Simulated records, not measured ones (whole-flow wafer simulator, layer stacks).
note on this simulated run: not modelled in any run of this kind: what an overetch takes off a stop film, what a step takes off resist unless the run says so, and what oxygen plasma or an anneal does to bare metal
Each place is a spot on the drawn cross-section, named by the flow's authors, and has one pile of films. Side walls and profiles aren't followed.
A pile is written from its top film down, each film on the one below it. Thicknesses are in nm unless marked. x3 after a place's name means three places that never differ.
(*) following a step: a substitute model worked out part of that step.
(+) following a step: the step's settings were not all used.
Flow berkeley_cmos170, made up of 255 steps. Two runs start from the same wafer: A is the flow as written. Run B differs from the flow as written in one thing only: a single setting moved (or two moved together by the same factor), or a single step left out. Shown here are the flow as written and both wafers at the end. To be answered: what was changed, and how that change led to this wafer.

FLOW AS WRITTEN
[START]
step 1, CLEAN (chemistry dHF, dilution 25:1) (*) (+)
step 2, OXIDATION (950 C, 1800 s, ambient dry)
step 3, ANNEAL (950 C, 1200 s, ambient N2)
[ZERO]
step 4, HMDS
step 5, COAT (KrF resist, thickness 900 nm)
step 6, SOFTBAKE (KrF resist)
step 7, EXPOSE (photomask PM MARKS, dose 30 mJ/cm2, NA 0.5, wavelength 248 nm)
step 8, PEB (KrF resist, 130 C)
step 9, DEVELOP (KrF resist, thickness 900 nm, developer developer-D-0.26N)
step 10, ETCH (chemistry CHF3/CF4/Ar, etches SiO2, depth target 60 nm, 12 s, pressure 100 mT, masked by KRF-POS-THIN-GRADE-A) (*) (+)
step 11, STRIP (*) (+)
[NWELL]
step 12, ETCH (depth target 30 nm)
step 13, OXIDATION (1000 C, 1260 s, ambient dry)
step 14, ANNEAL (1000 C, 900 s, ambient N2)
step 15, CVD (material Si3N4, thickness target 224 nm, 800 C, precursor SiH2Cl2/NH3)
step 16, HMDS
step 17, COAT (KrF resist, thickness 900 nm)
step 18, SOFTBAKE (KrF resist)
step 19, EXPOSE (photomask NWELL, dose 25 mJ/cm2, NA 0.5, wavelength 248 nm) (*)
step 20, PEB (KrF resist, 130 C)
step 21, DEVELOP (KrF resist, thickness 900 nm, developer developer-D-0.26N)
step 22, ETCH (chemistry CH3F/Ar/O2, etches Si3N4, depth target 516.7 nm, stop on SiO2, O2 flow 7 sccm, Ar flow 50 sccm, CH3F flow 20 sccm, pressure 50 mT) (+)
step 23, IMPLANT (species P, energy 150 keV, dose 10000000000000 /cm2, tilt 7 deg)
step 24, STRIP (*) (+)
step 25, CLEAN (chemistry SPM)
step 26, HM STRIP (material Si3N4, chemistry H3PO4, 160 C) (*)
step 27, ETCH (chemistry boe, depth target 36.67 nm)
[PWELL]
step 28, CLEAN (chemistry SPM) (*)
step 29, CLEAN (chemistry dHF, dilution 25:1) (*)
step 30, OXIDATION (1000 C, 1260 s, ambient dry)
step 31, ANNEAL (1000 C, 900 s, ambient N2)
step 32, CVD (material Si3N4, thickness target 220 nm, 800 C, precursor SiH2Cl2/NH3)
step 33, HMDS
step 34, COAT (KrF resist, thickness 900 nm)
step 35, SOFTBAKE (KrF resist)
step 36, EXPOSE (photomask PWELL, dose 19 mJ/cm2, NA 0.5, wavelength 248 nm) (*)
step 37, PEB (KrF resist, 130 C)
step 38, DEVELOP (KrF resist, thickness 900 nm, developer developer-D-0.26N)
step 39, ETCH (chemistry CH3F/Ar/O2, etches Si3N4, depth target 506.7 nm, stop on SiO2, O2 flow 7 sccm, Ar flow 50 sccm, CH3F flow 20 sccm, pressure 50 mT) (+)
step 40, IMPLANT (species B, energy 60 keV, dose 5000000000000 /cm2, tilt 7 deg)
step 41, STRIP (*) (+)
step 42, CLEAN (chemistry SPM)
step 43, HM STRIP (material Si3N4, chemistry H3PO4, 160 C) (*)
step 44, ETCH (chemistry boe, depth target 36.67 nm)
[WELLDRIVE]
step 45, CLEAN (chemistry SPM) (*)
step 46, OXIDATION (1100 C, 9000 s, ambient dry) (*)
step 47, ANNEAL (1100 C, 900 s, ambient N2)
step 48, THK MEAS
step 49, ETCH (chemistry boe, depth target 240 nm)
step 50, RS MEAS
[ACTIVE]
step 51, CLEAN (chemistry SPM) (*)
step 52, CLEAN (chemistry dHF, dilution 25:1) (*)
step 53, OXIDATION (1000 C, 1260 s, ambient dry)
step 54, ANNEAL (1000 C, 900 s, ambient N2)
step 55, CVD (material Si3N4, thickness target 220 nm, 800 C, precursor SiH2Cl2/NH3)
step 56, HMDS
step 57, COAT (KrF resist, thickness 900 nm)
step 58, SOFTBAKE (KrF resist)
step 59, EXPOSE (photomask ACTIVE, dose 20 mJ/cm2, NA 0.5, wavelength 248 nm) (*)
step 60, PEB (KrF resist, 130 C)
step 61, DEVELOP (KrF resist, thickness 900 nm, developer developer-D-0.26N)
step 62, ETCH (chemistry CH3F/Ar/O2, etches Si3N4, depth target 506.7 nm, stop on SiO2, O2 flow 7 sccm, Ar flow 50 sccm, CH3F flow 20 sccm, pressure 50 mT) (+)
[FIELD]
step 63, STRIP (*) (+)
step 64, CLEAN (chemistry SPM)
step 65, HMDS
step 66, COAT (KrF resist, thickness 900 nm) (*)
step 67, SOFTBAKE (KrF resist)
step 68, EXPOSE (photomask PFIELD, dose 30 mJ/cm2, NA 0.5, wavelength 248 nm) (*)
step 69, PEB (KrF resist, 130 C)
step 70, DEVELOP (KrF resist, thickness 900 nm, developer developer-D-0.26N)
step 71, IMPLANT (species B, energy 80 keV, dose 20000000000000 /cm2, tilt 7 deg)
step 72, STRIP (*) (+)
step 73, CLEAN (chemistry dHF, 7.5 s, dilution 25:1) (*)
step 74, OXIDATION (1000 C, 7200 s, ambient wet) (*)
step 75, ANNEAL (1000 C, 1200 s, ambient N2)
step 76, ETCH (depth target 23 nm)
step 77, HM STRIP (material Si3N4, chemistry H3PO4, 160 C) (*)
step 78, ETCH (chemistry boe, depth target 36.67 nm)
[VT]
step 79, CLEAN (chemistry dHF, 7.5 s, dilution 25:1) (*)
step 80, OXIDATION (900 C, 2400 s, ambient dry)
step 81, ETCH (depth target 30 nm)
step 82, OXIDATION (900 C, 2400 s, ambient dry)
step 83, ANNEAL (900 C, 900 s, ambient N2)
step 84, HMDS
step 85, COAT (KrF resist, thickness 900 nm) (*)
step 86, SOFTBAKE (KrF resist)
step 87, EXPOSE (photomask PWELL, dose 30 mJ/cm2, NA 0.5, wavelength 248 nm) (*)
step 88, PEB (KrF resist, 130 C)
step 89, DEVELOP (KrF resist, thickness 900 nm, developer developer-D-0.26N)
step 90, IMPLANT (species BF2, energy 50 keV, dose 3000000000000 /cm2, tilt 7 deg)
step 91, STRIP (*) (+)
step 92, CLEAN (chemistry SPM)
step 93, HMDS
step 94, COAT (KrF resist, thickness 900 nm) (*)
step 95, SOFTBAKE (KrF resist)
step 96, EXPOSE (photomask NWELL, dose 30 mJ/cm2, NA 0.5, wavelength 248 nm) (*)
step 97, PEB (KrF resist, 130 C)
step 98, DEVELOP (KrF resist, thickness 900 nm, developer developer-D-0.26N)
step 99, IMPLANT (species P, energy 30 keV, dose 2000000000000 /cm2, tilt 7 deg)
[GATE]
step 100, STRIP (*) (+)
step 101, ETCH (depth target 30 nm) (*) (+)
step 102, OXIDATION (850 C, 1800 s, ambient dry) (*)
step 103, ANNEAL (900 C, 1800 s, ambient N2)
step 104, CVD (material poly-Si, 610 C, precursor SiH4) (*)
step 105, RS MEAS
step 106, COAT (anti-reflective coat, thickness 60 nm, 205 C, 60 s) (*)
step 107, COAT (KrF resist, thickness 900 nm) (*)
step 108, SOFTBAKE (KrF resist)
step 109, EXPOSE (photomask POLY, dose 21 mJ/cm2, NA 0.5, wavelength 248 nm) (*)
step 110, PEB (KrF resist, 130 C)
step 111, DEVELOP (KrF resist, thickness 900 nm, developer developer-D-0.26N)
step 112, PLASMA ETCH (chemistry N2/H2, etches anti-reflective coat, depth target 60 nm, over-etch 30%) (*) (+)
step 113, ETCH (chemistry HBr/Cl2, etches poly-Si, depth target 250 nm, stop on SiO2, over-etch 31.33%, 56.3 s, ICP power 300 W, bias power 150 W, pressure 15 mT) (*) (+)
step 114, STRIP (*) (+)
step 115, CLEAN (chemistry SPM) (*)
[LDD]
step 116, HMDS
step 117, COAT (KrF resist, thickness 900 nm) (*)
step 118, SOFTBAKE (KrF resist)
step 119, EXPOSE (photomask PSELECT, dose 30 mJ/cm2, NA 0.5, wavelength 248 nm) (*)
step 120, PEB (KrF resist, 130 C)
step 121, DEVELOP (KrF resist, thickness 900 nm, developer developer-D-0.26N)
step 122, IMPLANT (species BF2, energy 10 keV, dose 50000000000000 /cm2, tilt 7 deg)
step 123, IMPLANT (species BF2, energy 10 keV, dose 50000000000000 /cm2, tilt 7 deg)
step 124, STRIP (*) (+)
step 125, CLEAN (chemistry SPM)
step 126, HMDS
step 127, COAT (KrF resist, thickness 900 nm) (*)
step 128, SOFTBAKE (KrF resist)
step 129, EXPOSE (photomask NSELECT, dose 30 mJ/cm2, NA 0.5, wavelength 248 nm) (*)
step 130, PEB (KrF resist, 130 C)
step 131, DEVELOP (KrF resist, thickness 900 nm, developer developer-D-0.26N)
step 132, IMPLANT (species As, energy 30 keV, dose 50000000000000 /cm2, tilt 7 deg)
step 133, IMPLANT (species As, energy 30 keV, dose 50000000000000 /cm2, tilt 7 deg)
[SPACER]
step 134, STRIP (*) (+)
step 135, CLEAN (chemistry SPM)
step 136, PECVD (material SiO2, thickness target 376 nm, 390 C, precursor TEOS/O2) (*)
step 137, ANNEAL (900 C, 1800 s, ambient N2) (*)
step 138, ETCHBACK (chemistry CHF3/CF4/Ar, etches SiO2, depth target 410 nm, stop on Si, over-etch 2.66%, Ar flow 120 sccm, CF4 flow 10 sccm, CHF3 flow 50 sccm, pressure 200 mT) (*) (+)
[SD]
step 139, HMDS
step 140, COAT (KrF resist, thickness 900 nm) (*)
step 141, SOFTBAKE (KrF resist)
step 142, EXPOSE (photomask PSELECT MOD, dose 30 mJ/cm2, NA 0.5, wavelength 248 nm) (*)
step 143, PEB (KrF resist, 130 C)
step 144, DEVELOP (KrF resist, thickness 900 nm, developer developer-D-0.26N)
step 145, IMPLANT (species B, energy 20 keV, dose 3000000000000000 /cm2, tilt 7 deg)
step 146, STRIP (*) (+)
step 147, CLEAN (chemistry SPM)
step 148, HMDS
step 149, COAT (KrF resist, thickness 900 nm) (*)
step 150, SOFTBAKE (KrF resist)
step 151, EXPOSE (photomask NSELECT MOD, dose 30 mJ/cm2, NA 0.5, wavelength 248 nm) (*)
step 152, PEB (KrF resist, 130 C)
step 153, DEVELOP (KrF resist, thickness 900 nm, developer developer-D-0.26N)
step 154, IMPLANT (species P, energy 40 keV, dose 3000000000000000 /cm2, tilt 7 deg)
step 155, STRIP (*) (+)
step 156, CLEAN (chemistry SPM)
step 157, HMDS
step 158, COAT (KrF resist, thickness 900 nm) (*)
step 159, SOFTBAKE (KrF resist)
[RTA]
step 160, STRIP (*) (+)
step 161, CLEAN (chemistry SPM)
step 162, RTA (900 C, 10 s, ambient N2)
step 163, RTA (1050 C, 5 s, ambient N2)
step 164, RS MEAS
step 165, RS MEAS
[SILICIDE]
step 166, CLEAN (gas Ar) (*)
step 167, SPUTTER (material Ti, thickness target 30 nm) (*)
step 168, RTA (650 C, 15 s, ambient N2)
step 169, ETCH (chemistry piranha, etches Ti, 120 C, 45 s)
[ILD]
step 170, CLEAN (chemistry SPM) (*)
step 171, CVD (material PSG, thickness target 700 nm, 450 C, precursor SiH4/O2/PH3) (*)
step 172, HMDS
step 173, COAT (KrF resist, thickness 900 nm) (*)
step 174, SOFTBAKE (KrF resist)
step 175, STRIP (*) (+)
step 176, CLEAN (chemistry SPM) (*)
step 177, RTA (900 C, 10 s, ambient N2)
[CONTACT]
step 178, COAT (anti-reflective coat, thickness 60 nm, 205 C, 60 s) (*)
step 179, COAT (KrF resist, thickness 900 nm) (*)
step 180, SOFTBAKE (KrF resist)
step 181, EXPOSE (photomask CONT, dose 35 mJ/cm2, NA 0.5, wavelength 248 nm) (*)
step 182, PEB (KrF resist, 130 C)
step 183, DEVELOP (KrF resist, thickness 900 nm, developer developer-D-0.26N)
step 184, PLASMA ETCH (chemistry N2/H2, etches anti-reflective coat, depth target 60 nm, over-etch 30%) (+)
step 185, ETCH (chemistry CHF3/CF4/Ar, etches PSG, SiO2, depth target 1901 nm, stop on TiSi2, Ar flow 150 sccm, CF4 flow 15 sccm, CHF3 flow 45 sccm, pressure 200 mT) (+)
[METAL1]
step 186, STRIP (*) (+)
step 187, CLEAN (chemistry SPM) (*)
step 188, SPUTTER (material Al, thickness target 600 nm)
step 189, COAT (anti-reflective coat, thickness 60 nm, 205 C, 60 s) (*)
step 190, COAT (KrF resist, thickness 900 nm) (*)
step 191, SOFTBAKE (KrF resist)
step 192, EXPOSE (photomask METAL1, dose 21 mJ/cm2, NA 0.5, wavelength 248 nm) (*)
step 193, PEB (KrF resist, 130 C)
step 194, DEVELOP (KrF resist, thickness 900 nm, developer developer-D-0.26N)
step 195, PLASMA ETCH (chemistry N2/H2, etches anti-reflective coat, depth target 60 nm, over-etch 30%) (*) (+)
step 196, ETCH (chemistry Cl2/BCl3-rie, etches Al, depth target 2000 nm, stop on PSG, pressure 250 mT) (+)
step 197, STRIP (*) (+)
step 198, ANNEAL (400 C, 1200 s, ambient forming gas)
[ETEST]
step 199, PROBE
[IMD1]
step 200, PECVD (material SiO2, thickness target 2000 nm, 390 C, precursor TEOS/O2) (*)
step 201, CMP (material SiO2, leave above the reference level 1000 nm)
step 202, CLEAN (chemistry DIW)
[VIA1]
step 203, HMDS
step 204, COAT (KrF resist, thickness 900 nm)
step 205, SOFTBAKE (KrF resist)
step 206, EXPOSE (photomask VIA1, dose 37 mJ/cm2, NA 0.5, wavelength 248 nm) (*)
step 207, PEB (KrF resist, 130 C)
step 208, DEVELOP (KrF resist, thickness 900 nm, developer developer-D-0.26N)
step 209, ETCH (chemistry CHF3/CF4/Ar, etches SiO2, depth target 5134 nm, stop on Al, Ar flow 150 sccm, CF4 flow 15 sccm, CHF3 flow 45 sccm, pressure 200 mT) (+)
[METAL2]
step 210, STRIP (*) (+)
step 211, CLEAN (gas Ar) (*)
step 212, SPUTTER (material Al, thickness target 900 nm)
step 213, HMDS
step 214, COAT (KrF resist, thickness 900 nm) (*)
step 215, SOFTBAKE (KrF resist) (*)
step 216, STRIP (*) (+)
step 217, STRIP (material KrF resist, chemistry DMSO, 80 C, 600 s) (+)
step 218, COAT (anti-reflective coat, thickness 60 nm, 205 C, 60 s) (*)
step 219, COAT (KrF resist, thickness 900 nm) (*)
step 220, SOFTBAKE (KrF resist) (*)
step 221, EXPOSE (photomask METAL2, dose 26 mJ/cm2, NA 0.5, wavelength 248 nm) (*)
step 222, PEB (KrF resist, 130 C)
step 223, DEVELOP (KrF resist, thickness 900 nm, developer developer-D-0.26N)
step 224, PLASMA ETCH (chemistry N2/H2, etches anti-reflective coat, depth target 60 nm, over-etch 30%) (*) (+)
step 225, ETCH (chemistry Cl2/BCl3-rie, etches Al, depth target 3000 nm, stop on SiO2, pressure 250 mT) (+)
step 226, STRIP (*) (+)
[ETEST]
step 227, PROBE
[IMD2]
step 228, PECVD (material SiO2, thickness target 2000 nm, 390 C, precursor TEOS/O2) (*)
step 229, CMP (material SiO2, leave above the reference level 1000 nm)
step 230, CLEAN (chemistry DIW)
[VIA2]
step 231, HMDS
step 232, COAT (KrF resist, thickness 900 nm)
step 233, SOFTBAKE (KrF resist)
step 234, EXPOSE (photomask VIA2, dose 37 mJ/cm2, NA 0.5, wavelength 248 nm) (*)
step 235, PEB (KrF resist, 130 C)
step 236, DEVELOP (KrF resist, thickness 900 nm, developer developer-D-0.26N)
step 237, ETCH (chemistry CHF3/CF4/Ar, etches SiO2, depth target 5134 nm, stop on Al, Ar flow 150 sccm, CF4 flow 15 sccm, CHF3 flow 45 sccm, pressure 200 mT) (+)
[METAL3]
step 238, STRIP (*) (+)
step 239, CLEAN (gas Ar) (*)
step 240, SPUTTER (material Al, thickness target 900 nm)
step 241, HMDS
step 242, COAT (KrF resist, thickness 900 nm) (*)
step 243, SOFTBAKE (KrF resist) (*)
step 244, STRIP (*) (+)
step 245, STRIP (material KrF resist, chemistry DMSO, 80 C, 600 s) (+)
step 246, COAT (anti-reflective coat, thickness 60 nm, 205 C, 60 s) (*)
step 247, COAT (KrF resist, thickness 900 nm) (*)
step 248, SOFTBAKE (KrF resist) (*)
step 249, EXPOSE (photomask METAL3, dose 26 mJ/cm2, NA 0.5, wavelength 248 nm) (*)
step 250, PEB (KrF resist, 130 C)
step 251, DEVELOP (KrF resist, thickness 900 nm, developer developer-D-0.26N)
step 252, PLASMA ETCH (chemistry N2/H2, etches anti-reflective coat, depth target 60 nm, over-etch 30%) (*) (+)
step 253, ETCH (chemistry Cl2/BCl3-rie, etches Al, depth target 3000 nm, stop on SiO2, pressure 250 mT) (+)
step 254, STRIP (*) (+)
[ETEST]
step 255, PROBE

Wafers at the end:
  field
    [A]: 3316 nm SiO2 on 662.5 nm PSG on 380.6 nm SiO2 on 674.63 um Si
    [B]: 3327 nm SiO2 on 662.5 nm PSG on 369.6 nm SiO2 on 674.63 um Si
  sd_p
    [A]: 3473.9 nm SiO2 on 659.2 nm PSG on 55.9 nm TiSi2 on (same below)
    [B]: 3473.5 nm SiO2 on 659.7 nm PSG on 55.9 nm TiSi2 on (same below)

What caused this: step 78, ETCH: depth target 47.67 nm was run, though the flow has depth target 36.67 nm.

How this came from the change, step by step:
  step 78, ETCH (chemistry boe, depth target 36.67 nm)
      field: A -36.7 SiO2 | B -47.7 SiO2
  step 106, COAT (anti-reflective coat, thickness 60 nm, 205 C, 60 s) (*)
      sd_n: A +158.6 anti-reflective coat (new film) | B +151.3 anti-reflective coat (new film)
      spacer_n: A +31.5 anti-reflective coat (new film) | B +34.1 anti-reflective coat (new film)
      (and at 4 other places as well)
  step 112, PLASMA ETCH (chemistry N2/H2, etches anti-reflective coat, depth target 60 nm, over-etch 30%) (*) (+)
      sd_n: A -158.6 anti-reflective coat (all of it), -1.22 poly-Si | B -151.3 anti-reflective coat (all of it), -1.16 poly-Si
      spacer_n: A -31.5 anti-reflective coat (all of it), -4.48 poly-Si | B -34.1 anti-reflective coat (all of it), -4.17 poly-Si
      (and at 2 other places as well)
  step 114, STRIP (*) (+)
      gate_n: A +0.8 chemical SiO2 (new film), -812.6 KrF resist (all of it), -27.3 anti-reflective coat (all of it), -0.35 poly-Si | B +0.8 chemical SiO2 (new film), -803.9 KrF resist (all of it), -30 anti-reflective coat (all of it), -0.35 poly-Si
      gate_p: A +0.8 chemical SiO2 (new film), -782.1 KrF resist (all of it), -29.6 anti-reflective coat (all of it), -0.35 poly-Si | B +0.8 chemical SiO2 (new film), -776.5 KrF resist (all of it), -31.5 anti-reflective coat (all of it), -0.35 poly-Si
  step 178, COAT (anti-reflective coat, thickness 60 nm, 205 C, 60 s) (*)
      sd_n: A +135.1 anti-reflective coat (new film) | B +129.5 anti-reflective coat (new film)
      m2: A +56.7 anti-reflective coat (new film) | B +58.1 anti-reflective coat (new film)
  step 186, STRIP (*) (+)
      sd_n: A -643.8 KrF resist (all of it), -135.1 anti-reflective coat (all of it) | B -643.4 KrF resist (all of it), -129.5 anti-reflective coat (all of it)
      m2: A -689 KrF resist (all of it), -56.7 anti-reflective coat (all of it) | B -684.5 KrF resist (all of it), -58.1 anti-reflective coat (all of it)
  step 189, COAT (anti-reflective coat, thickness 60 nm, 205 C, 60 s) (*)
      m2: A +61.1 anti-reflective coat (new film) | B +62.5 anti-reflective coat (new film)
  step 197, STRIP (*) (+)
      m2: A -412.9 KrF resist (all of it), -61.1 anti-reflective coat (all of it) | B -409.2 KrF resist (all of it), -62.5 anti-reflective coat (all of it)
  step 201, CMP (material SiO2, leave above the reference level 1000 nm)
      field: A -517 SiO2 | B -506 SiO2
